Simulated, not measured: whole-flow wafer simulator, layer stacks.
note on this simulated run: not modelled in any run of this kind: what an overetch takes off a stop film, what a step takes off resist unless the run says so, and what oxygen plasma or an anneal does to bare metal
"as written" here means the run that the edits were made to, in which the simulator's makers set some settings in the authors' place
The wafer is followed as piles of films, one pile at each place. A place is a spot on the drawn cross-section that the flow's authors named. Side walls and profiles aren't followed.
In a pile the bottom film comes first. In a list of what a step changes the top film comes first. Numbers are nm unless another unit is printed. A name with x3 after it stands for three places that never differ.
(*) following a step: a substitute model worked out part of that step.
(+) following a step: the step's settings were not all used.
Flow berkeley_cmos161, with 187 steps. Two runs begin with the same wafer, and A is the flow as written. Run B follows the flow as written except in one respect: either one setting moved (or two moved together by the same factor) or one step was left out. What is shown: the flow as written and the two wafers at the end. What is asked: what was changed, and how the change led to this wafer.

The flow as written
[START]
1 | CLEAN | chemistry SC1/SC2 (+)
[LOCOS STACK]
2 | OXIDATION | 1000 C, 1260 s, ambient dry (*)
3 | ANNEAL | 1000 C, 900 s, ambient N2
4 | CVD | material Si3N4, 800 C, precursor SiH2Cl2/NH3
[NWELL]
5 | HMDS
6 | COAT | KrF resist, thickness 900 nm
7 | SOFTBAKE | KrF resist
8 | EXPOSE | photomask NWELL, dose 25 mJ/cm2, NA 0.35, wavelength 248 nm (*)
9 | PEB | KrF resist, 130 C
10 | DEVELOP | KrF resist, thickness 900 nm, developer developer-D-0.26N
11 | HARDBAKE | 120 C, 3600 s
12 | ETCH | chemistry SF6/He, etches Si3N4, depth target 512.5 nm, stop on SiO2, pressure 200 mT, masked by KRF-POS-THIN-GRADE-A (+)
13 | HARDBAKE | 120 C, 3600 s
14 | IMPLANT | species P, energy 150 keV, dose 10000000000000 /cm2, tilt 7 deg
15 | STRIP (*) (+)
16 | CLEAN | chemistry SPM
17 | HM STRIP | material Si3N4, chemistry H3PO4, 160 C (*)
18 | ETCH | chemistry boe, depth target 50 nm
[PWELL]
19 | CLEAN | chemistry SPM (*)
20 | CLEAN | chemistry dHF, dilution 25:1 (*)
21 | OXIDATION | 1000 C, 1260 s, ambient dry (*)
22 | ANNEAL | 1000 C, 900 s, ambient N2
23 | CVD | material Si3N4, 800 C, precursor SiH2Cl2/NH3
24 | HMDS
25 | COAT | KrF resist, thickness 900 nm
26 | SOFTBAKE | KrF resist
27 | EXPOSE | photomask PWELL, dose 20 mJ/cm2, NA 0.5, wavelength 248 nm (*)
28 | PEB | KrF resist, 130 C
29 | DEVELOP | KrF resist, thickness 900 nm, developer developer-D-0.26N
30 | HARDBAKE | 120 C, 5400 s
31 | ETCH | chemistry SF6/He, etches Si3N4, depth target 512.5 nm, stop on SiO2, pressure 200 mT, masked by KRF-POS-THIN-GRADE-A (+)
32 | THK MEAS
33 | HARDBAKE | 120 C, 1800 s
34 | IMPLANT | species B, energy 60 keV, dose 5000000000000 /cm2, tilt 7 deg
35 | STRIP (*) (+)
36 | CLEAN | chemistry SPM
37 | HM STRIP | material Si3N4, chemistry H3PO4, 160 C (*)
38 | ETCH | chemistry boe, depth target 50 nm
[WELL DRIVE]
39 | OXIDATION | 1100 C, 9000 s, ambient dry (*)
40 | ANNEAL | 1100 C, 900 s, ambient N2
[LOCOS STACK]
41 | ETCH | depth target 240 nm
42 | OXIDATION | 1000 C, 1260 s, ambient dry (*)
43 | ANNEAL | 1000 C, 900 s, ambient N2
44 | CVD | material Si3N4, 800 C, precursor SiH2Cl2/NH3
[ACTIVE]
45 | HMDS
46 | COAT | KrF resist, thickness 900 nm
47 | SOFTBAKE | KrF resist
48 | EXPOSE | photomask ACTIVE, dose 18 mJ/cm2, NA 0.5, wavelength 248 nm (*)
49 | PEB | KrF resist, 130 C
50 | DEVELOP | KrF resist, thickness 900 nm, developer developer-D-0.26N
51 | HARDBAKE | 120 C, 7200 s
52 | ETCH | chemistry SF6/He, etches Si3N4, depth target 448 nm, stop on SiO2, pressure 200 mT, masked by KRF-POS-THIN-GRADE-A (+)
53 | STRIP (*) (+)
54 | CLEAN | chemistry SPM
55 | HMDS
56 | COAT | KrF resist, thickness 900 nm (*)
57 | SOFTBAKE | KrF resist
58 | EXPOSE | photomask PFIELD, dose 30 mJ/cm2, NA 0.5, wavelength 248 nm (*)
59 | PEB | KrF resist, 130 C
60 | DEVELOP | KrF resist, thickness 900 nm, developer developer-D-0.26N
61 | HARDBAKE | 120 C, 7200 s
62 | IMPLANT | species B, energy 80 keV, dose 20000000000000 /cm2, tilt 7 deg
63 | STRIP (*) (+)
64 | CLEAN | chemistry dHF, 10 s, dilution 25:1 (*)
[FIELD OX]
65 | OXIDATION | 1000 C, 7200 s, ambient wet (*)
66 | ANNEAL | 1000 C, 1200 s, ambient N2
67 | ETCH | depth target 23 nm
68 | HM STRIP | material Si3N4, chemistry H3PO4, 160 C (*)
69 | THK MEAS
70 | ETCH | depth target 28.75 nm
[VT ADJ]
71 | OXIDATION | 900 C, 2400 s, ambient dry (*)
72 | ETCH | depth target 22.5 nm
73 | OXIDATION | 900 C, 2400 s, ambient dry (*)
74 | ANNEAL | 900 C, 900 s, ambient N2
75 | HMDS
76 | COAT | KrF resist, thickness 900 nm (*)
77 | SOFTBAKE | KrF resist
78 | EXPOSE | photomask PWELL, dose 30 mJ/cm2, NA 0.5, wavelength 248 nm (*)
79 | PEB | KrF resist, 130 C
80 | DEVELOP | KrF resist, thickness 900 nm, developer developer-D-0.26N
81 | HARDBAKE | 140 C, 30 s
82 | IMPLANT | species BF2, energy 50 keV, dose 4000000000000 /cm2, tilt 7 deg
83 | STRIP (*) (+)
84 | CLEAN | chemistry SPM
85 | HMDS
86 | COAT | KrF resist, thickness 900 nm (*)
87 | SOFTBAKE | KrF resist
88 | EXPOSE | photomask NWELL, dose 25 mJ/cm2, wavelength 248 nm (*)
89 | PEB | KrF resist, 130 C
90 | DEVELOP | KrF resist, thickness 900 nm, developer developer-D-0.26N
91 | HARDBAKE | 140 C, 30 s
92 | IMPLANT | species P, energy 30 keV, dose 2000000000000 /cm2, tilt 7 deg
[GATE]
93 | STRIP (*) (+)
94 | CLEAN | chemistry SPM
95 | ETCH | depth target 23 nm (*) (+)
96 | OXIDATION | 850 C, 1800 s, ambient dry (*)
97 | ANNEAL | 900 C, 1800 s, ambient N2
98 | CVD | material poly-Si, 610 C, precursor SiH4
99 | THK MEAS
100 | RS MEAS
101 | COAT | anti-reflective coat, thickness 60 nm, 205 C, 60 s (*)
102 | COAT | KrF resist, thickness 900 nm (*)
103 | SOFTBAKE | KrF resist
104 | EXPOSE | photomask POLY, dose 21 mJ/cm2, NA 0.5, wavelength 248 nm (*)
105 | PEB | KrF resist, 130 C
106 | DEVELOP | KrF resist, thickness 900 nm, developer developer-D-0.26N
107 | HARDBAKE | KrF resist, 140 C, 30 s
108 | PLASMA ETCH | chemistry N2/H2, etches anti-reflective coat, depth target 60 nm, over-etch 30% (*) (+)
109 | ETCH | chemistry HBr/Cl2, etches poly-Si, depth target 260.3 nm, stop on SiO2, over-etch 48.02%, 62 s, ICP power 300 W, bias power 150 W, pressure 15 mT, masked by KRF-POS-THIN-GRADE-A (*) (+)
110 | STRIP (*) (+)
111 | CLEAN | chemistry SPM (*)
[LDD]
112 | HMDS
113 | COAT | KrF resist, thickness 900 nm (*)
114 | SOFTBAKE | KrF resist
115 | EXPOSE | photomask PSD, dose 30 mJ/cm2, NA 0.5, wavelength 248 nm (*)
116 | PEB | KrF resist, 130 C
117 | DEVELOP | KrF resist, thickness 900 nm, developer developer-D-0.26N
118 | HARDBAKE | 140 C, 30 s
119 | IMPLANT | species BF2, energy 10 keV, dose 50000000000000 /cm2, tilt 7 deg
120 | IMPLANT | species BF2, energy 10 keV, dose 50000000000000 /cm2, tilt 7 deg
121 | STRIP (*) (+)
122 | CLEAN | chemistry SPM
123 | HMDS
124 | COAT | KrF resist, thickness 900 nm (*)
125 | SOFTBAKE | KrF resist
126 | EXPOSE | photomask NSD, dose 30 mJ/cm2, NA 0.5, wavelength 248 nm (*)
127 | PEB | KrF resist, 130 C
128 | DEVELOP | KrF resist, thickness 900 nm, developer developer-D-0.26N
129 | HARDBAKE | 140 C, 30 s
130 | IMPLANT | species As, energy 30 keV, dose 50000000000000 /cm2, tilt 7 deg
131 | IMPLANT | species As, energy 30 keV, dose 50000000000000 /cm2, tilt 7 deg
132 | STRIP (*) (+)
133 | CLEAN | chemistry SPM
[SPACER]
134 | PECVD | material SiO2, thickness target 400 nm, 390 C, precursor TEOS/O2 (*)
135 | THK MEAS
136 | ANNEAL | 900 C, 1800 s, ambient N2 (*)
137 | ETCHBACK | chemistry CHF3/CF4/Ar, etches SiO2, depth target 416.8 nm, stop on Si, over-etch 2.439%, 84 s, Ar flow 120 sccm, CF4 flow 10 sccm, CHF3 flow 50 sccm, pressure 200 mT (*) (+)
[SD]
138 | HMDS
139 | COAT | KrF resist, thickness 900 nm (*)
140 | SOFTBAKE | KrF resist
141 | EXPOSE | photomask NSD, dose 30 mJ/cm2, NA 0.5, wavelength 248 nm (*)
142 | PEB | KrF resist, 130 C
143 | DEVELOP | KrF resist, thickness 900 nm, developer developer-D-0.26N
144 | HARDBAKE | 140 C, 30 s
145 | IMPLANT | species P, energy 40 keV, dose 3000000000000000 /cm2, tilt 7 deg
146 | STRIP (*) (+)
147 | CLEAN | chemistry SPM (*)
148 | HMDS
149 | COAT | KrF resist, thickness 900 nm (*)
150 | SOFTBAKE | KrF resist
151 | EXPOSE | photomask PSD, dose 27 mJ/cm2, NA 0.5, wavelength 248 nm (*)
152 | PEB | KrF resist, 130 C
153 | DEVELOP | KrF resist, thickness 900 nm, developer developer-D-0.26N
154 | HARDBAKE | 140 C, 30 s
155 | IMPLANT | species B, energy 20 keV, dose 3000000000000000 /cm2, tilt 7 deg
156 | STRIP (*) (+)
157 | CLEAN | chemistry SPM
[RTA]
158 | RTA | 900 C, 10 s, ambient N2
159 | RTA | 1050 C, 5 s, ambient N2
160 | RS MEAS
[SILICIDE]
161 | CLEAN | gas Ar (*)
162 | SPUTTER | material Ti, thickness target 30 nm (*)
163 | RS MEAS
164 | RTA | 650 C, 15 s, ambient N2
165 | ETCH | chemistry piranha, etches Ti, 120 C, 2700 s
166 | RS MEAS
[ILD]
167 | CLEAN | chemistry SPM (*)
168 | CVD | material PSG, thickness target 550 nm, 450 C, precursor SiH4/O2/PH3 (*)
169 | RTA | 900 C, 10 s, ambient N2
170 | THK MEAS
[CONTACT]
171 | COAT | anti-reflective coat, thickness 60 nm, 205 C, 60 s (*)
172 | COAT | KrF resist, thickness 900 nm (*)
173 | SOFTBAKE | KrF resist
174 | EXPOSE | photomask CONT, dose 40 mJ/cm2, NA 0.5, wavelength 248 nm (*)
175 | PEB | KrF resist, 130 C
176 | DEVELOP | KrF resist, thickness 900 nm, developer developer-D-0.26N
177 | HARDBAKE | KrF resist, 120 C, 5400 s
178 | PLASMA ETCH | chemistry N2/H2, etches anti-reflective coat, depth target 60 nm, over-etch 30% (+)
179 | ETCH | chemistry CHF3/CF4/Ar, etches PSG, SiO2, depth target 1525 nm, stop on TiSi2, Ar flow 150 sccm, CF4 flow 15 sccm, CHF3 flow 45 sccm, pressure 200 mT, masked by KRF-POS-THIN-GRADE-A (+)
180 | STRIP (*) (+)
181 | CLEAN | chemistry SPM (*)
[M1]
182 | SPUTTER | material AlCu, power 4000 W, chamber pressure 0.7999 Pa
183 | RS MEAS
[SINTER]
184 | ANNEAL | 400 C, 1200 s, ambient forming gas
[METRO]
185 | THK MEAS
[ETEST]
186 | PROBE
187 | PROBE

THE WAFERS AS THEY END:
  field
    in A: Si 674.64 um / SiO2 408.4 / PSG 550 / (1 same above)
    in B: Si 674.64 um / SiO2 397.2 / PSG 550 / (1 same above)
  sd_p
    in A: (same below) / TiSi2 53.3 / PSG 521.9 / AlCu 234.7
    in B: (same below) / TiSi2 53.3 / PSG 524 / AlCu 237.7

The reason: step 72, ETCH: depth target 33.8 nm was run, though the flow has depth target 22.5 nm.

The path from the change to this, step by step:
  72 | ETCH | depth target 22.5 nm
      field: A SiO2 loses 22.5 | B SiO2 loses 33.8
  101 | COAT | anti-reflective coat, thickness 60 nm, 205 C, 60 s (*)
      sd_n: A anti-reflective coat gains 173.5 (new film) | B anti-reflective coat gains 165.6 (new film)
      spacer_n: A anti-reflective coat gains 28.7 (new film) | B anti-reflective coat gains 30.9 (new film)
      (and at 4 other places as well)
  108 | PLASMA ETCH | chemistry N2/H2, etches anti-reflective coat, depth target 60 nm, over-etch 30% (*) (+)
      sd_n: A anti-reflective coat loses 173.5 (all of it), poly-Si loses 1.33 | B anti-reflective coat loses 165.6 (all of it), poly-Si loses 1.27
      spacer_n: A anti-reflective coat loses 28.7 (all of it), poly-Si loses 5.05 | B anti-reflective coat loses 30.9 (all of it), poly-Si loses 4.73
      (and at 2 other places as well)
  110 | STRIP (*) (+)
      gate_n: A chemical SiO2 gains 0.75 (new film), KrF resist loses 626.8 (all of it), anti-reflective coat loses 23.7 (all of it), poly-Si loses 0.33 | B chemical SiO2 gains 0.75 (new film), KrF resist loses 619.6 (all of it), anti-reflective coat loses 25.9 (all of it), poly-Si loses 0.33
      gate_p: A chemical SiO2 gains 0.75 (new film), KrF resist loses 598.2 (all of it), anti-reflective coat loses 27.9 (all of it), poly-Si loses 0.33 | B chemical SiO2 gains 0.75 (new film), KrF resist loses 593.7 (all of it), anti-reflective coat loses 29.2 (all of it), poly-Si loses 0.33
  171 | COAT | anti-reflective coat, thickness 60 nm, 205 C, 60 s (*)
      sd_n: A anti-reflective coat gains 149.7 (new film) | B anti-reflective coat gains 140.6 (new film)
      m1: A anti-reflective coat gains 97.8 (new film) | B anti-reflective coat gains 94.9 (new film)
  180 | STRIP (*) (+)
      sd_n: A KrF resist loses 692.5 (all of it), anti-reflective coat loses 149.7 (all of it) | B KrF resist loses 693.9 (all of it), anti-reflective coat loses 140.6 (all of it)
      m1: A KrF resist loses 739.9 (all of it), anti-reflective coat loses 97.8 (all of it) | B KrF resist loses 735.7 (all of it), anti-reflective coat loses 94.9 (all of it)
